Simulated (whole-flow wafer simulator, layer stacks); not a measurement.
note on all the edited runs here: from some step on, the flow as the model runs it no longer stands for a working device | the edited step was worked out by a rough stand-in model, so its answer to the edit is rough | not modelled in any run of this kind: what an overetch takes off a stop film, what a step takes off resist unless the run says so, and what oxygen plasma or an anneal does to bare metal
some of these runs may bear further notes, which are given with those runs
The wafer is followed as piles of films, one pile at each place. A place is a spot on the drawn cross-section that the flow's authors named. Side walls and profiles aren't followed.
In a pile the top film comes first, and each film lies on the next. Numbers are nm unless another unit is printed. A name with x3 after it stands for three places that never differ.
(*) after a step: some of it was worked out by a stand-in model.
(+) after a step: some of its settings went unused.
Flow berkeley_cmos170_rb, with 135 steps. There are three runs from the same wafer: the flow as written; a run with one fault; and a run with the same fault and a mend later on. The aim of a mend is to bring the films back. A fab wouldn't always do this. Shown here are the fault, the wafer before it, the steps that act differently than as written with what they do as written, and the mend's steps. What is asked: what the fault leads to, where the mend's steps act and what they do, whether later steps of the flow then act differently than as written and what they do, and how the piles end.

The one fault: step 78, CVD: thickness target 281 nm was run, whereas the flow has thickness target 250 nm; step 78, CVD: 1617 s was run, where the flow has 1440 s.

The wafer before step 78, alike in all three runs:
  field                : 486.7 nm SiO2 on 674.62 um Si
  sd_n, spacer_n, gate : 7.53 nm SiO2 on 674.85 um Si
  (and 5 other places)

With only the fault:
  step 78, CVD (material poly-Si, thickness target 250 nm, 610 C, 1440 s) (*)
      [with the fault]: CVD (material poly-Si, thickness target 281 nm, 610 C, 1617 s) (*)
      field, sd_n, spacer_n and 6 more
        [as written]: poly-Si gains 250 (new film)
        [with the fault]: poly-Si gains 281 (new film)
  Steps further on in the flow that do not act as written (9 more steps, not shown, differ only slightly: by at most 2% or 0.5 nm, whichever is larger):
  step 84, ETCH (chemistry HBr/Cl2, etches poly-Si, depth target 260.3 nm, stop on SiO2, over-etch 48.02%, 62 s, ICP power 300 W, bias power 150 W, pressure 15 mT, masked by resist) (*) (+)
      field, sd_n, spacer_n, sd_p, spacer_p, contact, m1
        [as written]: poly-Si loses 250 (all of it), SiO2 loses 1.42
        [with the fault]: poly-Si loses 281 (all of it), SiO2 loses 0.52
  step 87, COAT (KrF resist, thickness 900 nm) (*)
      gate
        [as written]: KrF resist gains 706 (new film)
        [with the fault]: KrF resist gains 682.4 (new film)
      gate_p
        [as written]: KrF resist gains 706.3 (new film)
        [with the fault]: KrF resist gains 682.9 (new film)
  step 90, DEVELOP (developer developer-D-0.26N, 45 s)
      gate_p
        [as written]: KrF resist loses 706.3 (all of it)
        [with the fault]: KrF resist loses 682.9 (all of it)
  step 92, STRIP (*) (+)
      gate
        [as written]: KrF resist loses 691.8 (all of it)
        [with the fault]: KrF resist loses 668.2 (all of it)
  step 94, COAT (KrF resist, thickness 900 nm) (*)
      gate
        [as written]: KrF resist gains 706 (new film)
        [with the fault]: KrF resist gains 682.4 (new film)
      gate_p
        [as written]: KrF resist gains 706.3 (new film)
        [with the fault]: KrF resist gains 682.9 (new film)
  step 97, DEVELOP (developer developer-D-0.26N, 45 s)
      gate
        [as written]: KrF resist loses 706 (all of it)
        [with the fault]: KrF resist loses 682.4 (all of it)
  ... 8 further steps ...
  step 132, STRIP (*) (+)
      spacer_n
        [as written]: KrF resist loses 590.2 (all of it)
        [with the fault]: KrF resist loses 575.9 (all of it)
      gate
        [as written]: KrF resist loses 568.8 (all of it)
        [with the fault]: KrF resist loses 556.5 (all of it)
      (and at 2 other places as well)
  At spacer_n, gate, spacer_p, gate_p, the piles at the end differ from the flow's by more than 2% or 0.5 nm, whichever is larger.
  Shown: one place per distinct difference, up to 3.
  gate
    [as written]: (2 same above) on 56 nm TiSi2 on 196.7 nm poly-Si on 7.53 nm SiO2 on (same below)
    [with the fault]: (2 same above) on 56 nm TiSi2 on 227.7 nm poly-Si on 7.53 nm SiO2 on (same below)
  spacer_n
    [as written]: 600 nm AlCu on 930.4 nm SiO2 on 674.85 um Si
    [with the fault]: 600 nm AlCu on 961.4 nm SiO2 on 674.85 um Si
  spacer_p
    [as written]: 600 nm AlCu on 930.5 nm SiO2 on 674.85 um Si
    [with the fault]: 600 nm AlCu on 961.5 nm SiO2 on 674.85 um Si

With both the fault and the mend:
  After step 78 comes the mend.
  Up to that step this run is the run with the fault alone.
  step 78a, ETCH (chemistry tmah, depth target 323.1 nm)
      field, sd_n, spacer_n and 6 more
        poly-Si loses 281 (all of it)
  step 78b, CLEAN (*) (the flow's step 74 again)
      alters no film at any place that is followed
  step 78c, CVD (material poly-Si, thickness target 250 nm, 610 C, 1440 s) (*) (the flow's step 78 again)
      field, sd_n, spacer_n and 6 more
        poly-Si gains 250 (new film)
  Later steps of the flow that are run all act as written at every place that is followed.
  At every place that both follow, the piles at the end match the flow's.
